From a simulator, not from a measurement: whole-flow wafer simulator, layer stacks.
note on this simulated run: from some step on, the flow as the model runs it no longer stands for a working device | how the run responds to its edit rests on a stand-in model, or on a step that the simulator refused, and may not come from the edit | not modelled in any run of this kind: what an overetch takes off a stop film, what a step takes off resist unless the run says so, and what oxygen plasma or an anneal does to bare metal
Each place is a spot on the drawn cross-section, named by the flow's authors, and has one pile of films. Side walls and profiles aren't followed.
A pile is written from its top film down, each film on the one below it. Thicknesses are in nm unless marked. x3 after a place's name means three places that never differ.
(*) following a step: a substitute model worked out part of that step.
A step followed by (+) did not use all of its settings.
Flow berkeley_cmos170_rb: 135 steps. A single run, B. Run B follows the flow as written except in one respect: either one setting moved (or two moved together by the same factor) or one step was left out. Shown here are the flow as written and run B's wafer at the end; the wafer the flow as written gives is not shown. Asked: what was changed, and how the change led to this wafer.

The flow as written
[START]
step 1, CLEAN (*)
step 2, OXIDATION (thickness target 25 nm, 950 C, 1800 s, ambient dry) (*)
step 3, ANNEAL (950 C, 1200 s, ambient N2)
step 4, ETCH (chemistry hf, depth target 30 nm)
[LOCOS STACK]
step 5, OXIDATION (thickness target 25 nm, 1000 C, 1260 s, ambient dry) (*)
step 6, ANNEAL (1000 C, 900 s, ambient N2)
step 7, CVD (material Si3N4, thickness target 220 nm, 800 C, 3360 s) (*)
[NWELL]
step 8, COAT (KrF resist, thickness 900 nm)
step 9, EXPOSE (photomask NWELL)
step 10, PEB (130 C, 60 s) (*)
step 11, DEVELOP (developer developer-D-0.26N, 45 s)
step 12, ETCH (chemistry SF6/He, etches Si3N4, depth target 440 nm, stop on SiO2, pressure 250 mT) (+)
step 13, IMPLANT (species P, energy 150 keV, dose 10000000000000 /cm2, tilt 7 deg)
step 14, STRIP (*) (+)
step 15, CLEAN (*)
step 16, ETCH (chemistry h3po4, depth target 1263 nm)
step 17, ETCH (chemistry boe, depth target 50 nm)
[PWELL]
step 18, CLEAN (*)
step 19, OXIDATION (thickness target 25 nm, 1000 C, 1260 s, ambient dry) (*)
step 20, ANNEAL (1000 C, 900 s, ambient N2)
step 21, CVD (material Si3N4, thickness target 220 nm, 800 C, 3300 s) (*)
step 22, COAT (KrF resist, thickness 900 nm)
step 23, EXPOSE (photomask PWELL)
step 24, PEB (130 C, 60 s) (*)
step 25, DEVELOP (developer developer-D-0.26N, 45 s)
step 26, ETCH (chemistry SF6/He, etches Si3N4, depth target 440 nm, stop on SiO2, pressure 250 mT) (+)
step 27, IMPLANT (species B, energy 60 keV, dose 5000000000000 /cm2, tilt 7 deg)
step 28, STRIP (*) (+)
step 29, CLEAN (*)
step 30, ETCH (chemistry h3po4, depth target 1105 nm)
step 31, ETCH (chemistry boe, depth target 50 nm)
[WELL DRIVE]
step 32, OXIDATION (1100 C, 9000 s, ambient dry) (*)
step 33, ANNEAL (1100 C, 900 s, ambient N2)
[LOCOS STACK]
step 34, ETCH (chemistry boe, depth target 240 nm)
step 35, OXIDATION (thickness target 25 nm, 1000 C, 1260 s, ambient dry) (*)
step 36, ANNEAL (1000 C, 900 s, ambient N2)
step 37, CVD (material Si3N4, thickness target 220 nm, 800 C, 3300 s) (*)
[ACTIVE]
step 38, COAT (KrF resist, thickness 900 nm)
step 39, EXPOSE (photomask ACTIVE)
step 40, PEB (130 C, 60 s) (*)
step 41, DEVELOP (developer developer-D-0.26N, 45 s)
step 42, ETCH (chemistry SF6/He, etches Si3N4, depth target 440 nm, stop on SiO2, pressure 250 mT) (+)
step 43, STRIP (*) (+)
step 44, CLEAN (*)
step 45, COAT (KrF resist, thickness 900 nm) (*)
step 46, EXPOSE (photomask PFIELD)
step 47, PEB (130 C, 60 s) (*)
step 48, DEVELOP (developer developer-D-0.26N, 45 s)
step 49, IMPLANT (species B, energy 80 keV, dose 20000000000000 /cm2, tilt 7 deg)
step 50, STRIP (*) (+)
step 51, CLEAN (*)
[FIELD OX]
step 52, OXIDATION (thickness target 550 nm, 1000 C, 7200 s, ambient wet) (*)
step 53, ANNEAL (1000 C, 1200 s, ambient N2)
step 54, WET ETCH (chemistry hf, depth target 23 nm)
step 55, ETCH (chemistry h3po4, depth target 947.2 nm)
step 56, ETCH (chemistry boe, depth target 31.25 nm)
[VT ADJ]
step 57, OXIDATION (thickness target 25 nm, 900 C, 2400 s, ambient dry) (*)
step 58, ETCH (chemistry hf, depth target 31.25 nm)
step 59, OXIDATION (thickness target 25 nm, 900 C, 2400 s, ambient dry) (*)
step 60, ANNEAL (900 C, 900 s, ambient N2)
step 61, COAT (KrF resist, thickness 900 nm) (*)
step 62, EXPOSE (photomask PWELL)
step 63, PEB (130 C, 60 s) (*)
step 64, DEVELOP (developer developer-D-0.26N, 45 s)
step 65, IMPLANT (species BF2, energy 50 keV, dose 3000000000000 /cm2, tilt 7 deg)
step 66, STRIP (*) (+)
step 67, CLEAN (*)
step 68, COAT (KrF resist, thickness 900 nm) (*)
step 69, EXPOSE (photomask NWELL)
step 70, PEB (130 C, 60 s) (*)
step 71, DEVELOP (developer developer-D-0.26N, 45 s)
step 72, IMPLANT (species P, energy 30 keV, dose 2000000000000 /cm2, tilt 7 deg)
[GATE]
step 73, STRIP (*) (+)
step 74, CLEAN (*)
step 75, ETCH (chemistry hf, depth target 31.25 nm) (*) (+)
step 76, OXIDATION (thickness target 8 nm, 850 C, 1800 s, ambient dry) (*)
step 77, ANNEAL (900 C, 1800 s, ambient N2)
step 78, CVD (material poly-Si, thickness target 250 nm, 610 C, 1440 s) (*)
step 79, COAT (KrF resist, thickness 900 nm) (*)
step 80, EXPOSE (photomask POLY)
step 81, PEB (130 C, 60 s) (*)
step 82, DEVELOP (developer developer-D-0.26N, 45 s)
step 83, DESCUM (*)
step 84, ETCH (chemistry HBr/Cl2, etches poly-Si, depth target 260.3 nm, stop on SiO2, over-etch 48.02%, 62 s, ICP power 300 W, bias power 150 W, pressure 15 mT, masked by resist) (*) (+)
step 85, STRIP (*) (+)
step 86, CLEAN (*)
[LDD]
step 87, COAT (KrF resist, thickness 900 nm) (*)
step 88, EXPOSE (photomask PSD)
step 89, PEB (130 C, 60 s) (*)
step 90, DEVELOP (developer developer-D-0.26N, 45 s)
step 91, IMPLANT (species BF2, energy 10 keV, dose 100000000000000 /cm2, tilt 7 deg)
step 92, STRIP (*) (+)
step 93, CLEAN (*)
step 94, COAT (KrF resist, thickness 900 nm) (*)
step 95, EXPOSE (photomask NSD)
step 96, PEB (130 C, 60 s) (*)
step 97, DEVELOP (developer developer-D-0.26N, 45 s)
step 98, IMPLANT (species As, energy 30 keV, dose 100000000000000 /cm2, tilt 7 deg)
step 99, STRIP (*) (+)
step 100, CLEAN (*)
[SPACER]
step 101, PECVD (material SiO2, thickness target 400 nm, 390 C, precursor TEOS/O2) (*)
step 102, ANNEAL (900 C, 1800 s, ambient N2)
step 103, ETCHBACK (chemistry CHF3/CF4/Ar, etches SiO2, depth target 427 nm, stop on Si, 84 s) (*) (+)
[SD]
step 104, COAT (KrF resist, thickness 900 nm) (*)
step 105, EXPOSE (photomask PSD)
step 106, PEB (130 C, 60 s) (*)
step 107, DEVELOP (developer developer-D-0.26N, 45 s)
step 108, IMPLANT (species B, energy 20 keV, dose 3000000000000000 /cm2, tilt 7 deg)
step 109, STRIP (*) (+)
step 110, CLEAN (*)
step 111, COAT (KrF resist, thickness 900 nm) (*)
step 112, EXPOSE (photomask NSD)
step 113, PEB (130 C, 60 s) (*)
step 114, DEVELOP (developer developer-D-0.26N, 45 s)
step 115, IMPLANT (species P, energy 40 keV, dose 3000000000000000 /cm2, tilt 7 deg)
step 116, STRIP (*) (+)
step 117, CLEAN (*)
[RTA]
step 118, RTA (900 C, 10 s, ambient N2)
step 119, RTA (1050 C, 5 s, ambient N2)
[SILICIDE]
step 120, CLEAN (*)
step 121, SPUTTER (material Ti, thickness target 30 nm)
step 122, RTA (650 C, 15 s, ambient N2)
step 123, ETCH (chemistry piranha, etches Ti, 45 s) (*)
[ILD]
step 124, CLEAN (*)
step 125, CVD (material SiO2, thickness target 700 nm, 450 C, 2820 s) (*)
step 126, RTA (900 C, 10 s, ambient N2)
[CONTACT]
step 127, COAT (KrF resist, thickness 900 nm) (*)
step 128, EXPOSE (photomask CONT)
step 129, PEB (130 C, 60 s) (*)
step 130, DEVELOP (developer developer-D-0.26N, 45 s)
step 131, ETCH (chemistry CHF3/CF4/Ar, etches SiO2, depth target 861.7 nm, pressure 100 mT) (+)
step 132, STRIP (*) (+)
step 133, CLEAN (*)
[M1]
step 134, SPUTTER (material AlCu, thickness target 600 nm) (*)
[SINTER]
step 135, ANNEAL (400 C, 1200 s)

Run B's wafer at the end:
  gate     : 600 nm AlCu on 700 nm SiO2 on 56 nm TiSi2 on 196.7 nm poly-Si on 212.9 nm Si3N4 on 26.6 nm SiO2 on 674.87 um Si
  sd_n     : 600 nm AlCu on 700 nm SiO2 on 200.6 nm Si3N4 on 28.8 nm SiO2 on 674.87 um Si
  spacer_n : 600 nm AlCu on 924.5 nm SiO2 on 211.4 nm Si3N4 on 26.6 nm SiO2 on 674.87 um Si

Cause: step 55, ETCH: chemistry h3po4, depth target 947.2 nm, was omitted.

How this came from the change, step by step:
  step 56, ETCH (chemistry boe, depth target 31.25 nm)
      spacer_n, gate, sd_p, spacer_p, gate_p, contact: nothing (as written it would have been: SiO2 loses 26.6 (all of it))
      sd_n: nothing (as written it would have been: SiO2 loses 28.8 (all of it))
      (and at 1 other place as well)
  step 57, OXIDATION (thickness target 25 nm, 900 C, 2400 s, ambient dry) (*)
      sd_n, spacer_n, gate, sd_p, spacer_p, gate_p, contact, m1: nothing (as written it would have been: SiO2 gains 15 (new film), Si loses 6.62)
  step 58, ETCH (chemistry hf, depth target 31.25 nm)
      sd_n, spacer_n, gate, sd_p, spacer_p, gate_p, contact, m1: nothing (as written it would have been: SiO2 loses 15 (all of it))
  step 59, OXIDATION (thickness target 25 nm, 900 C, 2400 s, ambient dry) (*)
      sd_n, spacer_n, gate, sd_p, spacer_p, gate_p, contact, m1: nothing (as written it would have been: SiO2 gains 15 (new film), Si loses 6.62)
  step 61, COAT (KrF resist, thickness 900 nm) (*)
      field: KrF resist gains 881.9 (new film) (as written it would have been: KrF resist gains 705.7 (new film))
      sd_n: KrF resist gains 904.1 (new film) (as written it would have been: KrF resist gains 957.5 (new film))
      (and at 7 other places as well)
  step 64, DEVELOP (developer developer-D-0.26N, 45 s)
      field: KrF resist loses 881.9 (all of it) (as written it would have been: KrF resist loses 705.7 (all of it))
      sd_n: KrF resist loses 904.1 (all of it) (as written it would have been: KrF resist loses 957.5 (all of it))
      (and at 3 other places as well)
  step 66, STRIP (*) (+)
      sd_p: KrF resist loses 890 (all of it) (as written it would have been: KrF resist loses 927.7 (all of it))
      spacer_p: KrF resist loses 888.8 (all of it) (as written it would have been: KrF resist loses 911 (all of it))
      (and at 2 other places as well)
  step 68, COAT (KrF resist, thickness 900 nm) (*)
      field: KrF resist gains 881.9 (new film) (as written it would have been: KrF resist gains 705.7 (new film))
      sd_n: KrF resist gains 904.1 (new film) (as written it would have been: KrF resist gains 957.5 (new film))
      (and at 7 other places as well)
  step 71, DEVELOP (developer developer-D-0.26N, 45 s)
      sd_p: KrF resist loses 904.2 (all of it) (as written it would have been: KrF resist loses 941.9 (all of it))
      spacer_p: KrF resist loses 903 (all of it) (as written it would have been: KrF resist loses 925.2 (all of it))
      (and at 1 other place as well)
  step 73, STRIP (*) (+)
      field: KrF resist loses 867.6 (all of it) (as written it would have been: KrF resist loses 691.4 (all of it))
      sd_n: KrF resist loses 889.9 (all of it) (as written it would have been: KrF resist loses 943.2 (all of it))
      (and at 4 other places as well)
  step 75, ETCH (chemistry hf, depth target 31.25 nm) (*) (+)
      sd_n, spacer_n, gate, sd_p, spacer_p, gate_p, contact, m1: nothing (as written it would have been: SiO2 loses 15 (all of it))
  step 76, OXIDATION (thickness target 8 nm, 850 C, 1800 s, ambient dry) (*)
      sd_n, spacer_n, gate, sd_p, spacer_p, gate_p, contact, m1: nothing (as written it would have been: SiO2 gains 7.53 (new film), Si loses 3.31)
  step 79, COAT (KrF resist, thickness 900 nm) (*)
      spacer_n, spacer_p, gate_p: KrF resist gains 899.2 (new film) (as written it would have been: KrF resist gains 1122.5 (new film))
      field: KrF resist gains 905 (new film) (as written it would have been: KrF resist gains 880.6 (new film))
      (and at 3 other places as well)
  step 82, DEVELOP (developer developer-D-0.26N, 45 s)
      spacer_n, spacer_p: KrF resist loses 899.2 (all of it) (as written it would have been: KrF resist loses 1122.5 (all of it))
      field: KrF resist loses 905 (all of it) (as written it would have been: KrF resist loses 880.6 (all of it))
      (and at 2 other places as well)
  step 84, ETCH (chemistry HBr/Cl2, etches poly-Si, depth target 260.3 nm, stop on SiO2, over-etch 48.02%, 62 s, ICP power 300 W, bias power 150 W, pressure 15 mT, masked by resist) (*) (+)
      sd_n, spacer_n, sd_p, spacer_p, contact, m1: poly-Si loses 250 (all of it), Si3N4 loses 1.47 (as written it would have been: poly-Si loses 250 (all of it), SiO2 loses 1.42)
  step 85, STRIP (*) (+)
      gate: KrF resist loses 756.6 (all of it) (as written it would have been: KrF resist loses 980 (all of it))
      gate_p: KrF resist loses 756.6 (all of it) (as written it would have been: KrF resist loses 979.9 (all of it))
  ... 22 other steps ...
  step 134, SPUTTER (material AlCu, thickness target 600 nm) (*)
      sd_p: AlCu gains 600 (new film) (as written it would have been: AlCu gains 545.9 (new film))
      contact: AlCu gains 400.7 (new film) (as written it would have been: AlCu gains 415.1 (new film))
